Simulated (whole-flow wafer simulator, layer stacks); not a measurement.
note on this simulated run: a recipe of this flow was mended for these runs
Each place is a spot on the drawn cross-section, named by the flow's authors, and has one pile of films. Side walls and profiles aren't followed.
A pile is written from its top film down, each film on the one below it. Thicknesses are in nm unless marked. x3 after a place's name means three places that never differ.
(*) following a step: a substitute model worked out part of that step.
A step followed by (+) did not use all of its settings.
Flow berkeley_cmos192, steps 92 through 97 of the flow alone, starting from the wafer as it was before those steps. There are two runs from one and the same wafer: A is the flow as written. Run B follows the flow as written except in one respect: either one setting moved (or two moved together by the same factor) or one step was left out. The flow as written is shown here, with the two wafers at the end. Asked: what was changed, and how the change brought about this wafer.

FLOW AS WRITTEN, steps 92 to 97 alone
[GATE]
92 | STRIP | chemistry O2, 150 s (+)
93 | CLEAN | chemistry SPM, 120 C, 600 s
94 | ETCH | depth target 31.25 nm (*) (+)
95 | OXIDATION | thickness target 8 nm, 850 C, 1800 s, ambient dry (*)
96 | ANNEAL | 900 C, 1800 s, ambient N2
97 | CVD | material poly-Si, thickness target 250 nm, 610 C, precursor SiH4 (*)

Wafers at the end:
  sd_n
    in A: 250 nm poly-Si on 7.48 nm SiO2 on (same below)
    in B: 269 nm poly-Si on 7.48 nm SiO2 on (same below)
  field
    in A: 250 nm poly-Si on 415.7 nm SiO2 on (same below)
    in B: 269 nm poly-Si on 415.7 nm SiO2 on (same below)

What caused this: step 97, CVD: thickness target 269 nm was run, while the flow as written has thickness target 250 nm.
The wafer lets one read it off: sd_n has poly-Si 269, and step 97 as written asks for 250 nm.

Step by step, how the change led to this:
  97 | CVD | material poly-Si, thickness target 250 nm, 610 C, precursor SiH4 (*)
      field, sd_n, spacer_n, gate, sd_p, spacer_p x2, contact, m1: A poly-Si gains 250 (new film) | B poly-Si gains 269 (new film)
